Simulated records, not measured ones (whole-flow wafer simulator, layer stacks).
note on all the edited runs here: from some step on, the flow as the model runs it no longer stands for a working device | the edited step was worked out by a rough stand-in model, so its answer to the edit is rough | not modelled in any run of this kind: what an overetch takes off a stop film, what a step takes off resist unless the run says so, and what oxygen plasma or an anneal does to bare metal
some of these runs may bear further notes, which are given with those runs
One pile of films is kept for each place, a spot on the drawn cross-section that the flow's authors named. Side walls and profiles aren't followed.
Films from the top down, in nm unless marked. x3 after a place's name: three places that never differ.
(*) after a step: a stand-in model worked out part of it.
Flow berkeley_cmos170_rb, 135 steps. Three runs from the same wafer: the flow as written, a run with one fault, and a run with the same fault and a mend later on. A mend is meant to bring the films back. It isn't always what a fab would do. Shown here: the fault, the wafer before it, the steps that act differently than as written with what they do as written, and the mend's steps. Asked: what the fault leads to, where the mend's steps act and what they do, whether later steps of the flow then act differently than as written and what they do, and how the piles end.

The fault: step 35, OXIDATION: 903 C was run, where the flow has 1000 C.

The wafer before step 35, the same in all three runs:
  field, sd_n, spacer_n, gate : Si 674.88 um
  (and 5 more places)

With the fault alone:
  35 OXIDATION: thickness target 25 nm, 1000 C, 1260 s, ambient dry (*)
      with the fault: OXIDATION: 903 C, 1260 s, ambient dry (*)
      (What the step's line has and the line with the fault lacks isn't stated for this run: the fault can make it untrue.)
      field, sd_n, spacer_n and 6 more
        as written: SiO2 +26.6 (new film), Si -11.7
        with the fault: SiO2 +10.3 (new film), Si -4.51
  Later steps of the flow that act differently than as written (33 more steps differ only slightly, by at most 2% or 0.5 nm, whichever is larger, and aren't shown):
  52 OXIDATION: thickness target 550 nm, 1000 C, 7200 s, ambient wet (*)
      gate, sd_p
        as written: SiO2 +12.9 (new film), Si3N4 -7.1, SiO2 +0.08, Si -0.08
        with the fault: SiO2 +12.9 (new film), Si3N4 -7.1
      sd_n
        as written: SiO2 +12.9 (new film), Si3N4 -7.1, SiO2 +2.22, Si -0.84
        with the fault: SiO2 +12.9 (new film), Si3N4 -7.1
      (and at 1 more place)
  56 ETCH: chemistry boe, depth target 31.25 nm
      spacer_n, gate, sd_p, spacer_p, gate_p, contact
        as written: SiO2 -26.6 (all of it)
        with the fault: SiO2 -10.3 (all of it)
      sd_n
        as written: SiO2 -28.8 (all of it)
        with the fault: SiO2 -10.3 (all of it)
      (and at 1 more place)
  At the end the piles differ from the flow's only slightly at the places that both follow, by at most 2% or 0.5 nm, whichever is larger.

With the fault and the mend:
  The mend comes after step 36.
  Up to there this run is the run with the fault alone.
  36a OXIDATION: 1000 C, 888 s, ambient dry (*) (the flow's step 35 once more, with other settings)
      field, sd_n, spacer_n and 6 more
        SiO2 +16, Si -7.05
  No later step of the flow acts differently than as written, at any place that is followed, by more than 2% or 0.5 nm, whichever is larger.
  At the end the piles differ from the flow's only slightly at the places that both follow, by at most 2% or 0.5 nm, whichever is larger.
